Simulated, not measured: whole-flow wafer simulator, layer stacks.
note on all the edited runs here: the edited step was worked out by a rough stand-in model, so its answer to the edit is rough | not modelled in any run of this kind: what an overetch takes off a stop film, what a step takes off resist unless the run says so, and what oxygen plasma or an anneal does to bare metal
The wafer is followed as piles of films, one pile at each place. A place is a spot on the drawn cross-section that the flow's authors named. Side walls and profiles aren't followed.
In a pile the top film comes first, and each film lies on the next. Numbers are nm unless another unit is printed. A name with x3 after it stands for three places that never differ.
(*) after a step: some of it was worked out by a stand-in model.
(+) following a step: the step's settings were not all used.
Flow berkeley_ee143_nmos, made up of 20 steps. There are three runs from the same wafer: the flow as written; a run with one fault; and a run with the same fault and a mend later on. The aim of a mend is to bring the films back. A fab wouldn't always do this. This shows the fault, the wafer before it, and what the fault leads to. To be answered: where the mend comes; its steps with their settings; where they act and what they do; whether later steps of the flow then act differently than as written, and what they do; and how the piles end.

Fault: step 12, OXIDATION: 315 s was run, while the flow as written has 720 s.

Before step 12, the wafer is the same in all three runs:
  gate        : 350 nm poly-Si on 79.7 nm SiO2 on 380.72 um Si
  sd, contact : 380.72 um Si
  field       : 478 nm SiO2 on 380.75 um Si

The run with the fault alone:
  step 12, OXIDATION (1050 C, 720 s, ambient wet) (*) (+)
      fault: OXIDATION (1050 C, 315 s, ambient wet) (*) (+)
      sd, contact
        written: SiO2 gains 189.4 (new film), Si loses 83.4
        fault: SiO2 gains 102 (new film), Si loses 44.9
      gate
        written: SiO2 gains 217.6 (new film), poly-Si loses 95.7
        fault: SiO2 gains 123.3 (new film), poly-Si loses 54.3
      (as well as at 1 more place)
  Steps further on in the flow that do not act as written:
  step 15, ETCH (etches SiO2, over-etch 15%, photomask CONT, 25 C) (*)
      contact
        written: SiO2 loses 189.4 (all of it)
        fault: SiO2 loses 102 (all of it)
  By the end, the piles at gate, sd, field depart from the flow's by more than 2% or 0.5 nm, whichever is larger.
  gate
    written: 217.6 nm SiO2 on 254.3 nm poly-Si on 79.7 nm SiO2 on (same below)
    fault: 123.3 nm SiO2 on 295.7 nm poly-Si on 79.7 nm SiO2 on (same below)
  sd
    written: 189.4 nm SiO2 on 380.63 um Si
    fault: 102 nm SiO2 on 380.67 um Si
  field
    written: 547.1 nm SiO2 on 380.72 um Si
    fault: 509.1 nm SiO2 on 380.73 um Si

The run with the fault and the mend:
  The mend follows step 12.
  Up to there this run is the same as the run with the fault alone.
  step 12a, OXIDATION (1050 C, 405 s, ambient wet) (*) (+) (the flow's step 12, run once more with other settings)
      sd, contact
        SiO2 gains 87.5, Si loses 38.5
      gate
        SiO2 gains 94.3, poly-Si loses 41.5
      field
        SiO2 gains 38, Si loses 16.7
  Later steps of the flow that are run all act as written at every place that is followed.
  The piles end the same as the flow's at every place that both follow.
